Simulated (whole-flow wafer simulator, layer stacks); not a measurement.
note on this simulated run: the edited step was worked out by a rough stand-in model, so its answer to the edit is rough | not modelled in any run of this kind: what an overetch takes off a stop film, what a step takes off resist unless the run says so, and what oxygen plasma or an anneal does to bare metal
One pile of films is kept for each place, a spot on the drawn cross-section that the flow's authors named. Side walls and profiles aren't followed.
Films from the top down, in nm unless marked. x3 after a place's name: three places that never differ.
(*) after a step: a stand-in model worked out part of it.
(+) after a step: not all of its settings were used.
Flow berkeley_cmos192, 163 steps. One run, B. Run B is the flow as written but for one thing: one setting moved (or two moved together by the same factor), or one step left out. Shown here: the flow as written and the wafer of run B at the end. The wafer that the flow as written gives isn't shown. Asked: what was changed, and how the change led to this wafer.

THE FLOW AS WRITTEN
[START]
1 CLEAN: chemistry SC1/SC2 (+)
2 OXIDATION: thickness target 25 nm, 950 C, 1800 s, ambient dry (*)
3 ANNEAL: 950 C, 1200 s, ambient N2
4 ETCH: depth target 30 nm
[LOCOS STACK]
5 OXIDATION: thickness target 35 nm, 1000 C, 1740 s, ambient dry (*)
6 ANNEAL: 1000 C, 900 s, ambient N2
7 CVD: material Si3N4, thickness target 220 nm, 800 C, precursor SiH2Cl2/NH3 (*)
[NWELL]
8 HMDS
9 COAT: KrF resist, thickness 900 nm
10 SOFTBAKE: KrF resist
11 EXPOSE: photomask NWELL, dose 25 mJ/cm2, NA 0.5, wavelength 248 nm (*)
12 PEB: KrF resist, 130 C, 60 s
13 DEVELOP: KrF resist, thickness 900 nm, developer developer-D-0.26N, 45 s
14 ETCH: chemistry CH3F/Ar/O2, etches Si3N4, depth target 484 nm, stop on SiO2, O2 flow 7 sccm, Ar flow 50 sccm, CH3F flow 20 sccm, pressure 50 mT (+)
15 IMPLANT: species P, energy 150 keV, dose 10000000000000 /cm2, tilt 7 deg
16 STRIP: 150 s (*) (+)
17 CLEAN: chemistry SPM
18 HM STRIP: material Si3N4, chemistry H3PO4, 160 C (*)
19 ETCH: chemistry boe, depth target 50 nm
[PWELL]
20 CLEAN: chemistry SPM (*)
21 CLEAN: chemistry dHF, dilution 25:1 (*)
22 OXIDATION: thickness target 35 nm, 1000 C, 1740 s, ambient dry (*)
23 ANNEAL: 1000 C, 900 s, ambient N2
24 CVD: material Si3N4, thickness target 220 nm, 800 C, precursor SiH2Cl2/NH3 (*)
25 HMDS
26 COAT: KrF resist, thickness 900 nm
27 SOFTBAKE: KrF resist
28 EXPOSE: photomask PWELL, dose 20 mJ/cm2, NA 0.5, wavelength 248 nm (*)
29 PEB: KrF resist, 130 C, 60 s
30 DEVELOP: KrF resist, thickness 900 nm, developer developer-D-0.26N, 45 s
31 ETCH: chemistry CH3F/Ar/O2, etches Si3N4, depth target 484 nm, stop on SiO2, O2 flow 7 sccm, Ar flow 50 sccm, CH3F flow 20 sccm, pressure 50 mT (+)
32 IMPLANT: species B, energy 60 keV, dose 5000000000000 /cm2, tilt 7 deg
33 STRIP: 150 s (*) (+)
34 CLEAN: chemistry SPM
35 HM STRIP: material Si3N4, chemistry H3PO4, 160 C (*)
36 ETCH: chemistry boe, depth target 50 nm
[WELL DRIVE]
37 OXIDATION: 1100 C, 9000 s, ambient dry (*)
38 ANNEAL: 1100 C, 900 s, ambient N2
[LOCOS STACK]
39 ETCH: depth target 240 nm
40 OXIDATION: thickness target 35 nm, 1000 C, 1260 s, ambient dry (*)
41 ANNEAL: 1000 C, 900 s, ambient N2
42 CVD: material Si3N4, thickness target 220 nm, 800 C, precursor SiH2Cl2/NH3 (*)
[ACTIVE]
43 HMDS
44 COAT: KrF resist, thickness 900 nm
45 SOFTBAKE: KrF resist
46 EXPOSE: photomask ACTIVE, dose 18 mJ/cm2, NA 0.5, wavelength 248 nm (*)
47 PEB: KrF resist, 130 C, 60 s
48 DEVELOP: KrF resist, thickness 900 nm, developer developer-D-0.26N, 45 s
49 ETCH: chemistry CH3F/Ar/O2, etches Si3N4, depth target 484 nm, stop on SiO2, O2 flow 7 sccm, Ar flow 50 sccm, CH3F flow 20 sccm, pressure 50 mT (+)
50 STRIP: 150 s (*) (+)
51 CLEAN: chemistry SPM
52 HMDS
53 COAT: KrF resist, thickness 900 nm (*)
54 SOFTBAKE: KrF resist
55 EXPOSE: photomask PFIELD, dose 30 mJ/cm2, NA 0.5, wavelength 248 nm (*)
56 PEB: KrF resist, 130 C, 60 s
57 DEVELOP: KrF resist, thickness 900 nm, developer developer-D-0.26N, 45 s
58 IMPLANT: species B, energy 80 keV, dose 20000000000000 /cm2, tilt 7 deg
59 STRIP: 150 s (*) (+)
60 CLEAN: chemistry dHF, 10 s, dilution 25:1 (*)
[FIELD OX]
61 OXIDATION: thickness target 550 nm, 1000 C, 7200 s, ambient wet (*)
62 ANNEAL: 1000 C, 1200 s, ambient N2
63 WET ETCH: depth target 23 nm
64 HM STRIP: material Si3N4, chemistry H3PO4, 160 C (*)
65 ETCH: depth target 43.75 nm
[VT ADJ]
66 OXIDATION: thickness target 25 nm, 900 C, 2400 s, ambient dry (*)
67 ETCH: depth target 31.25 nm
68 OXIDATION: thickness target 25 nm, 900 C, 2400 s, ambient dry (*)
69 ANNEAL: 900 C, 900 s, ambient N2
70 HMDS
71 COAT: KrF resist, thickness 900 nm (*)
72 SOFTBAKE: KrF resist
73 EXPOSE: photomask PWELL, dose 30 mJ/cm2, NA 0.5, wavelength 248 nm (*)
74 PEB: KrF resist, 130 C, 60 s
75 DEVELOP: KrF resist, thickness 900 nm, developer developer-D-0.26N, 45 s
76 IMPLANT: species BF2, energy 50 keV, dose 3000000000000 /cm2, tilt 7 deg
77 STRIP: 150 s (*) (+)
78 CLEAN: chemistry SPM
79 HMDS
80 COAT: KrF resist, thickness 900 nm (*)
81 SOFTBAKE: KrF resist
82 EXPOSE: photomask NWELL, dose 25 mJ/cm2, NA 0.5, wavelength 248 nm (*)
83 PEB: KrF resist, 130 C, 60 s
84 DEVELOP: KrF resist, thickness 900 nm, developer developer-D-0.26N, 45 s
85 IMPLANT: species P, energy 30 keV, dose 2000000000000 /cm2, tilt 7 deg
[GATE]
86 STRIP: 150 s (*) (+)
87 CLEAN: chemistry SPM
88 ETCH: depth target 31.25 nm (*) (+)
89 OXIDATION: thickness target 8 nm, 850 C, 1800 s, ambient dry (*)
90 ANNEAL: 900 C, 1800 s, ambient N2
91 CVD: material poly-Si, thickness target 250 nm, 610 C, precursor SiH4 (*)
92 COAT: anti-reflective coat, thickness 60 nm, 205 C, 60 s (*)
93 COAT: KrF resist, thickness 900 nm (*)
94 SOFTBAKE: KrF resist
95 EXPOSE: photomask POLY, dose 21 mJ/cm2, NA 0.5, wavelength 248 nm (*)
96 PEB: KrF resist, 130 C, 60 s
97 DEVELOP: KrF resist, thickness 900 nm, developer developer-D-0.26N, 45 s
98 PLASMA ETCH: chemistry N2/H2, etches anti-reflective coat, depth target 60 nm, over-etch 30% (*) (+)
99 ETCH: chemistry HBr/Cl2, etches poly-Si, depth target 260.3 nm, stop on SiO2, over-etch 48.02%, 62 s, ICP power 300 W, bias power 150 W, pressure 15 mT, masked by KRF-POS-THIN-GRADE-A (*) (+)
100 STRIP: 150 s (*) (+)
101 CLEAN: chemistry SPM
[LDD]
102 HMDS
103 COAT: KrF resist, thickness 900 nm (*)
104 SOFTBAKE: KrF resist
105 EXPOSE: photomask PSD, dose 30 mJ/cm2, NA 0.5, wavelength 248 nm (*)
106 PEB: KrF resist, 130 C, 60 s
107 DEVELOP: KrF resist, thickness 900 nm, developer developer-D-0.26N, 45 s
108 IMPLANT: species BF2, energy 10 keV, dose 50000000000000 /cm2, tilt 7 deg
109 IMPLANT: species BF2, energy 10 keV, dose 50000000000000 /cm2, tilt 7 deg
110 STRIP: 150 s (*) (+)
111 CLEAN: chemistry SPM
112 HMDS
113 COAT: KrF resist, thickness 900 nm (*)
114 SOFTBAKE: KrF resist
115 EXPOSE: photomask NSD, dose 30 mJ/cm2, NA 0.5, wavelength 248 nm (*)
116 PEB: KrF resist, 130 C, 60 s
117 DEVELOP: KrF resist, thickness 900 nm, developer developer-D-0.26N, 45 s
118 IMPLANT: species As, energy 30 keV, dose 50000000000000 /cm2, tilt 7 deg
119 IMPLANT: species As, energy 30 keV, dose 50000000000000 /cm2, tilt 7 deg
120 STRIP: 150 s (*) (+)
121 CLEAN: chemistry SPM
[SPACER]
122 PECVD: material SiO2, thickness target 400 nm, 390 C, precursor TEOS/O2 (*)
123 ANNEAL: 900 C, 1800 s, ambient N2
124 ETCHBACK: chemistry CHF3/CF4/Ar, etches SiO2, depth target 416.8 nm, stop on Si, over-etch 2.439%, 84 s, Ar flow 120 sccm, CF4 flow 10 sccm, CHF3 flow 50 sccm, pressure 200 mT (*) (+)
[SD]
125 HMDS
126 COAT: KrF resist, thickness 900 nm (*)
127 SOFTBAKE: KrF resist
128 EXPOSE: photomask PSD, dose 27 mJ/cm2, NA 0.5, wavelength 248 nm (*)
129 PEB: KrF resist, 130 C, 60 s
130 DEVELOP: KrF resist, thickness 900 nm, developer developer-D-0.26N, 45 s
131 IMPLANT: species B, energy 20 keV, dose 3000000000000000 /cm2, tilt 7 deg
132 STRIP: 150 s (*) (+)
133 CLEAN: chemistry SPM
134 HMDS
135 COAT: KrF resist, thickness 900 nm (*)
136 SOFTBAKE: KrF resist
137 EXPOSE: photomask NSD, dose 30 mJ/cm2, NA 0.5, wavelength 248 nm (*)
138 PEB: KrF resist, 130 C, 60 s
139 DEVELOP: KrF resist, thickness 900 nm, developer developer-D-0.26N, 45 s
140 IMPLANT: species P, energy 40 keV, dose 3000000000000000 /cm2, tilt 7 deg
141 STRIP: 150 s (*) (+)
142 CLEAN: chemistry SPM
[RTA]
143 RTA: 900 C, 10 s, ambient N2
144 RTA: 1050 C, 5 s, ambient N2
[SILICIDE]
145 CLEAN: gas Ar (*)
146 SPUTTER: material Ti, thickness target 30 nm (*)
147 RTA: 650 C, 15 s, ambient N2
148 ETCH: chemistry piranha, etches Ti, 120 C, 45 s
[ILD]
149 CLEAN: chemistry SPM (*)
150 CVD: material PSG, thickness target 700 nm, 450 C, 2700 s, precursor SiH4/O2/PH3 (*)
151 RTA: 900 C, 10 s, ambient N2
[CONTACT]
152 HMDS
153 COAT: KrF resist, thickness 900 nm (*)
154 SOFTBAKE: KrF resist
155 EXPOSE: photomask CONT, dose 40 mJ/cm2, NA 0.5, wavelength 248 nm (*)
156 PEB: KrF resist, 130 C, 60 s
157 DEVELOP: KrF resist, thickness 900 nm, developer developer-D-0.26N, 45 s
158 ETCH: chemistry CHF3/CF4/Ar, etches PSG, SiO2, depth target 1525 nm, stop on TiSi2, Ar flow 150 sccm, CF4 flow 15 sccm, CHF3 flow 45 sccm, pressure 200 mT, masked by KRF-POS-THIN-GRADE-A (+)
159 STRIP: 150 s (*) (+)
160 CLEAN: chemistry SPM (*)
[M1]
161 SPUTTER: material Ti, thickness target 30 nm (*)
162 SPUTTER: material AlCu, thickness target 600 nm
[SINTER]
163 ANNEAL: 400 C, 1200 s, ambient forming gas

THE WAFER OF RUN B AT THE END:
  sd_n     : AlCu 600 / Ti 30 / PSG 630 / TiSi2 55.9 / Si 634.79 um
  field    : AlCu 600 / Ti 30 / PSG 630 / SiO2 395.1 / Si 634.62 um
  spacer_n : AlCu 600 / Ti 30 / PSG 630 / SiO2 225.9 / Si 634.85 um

The cause: step 150, CVD: thickness target 630 nm was run, where the flow has thickness target 700 nm.
It can be read off the wafer: sd_n has PSG 630, and step 150 as written asks for 700 nm.

How the change led to this, step by step:
  150 CVD: material PSG, thickness target 700 nm, 450 C, 2700 s, precursor SiH4/O2/PH3 (*)
      field, sd_n, spacer_n, gate, spacer_p, gate_p, contact, m1: PSG +630 (new film) (as written it would be: PSG +700 (new film))
      sd_p: PSG +599.9 (new film) (as written it would be: PSG +665.5 (new film))
  158 ETCH: chemistry CHF3/CF4/Ar, etches PSG, SiO2, depth target 1525 nm, stop on TiSi2, Ar flow 150 sccm, CF4 flow 15 sccm, CHF3 flow 45 sccm, pressure 200 mT, masked by KRF-POS-THIN-GRADE-A (+)
      field, sd_n, spacer_n, gate, sd_p, spacer_p, gate_p, m1: KrF resist -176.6 (as written it would be: KrF resist -194.1)
      contact: PSG -630 (all of it), TiSi2 -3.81 (as written it would be: PSG -700 (all of it), TiSi2 -3.81)
  159 STRIP: 150 s (*) (+)
      field: KrF resist -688 (all of it) (as written it would be: KrF resist -671.6 (all of it))
      sd_n: KrF resist -809.5 (all of it) (as written it would be: KrF resist -792.3 (all of it))
      (and at 5 more places)
  161 SPUTTER: material Ti, thickness target 30 nm (*)
      contact: Ti +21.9 (new film) (as written it would be: Ti +21.1 (new film))
  162 SPUTTER: material AlCu, thickness target 600 nm
      contact: AlCu +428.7 (new film) (as written it would be: AlCu +410.9 (new film))
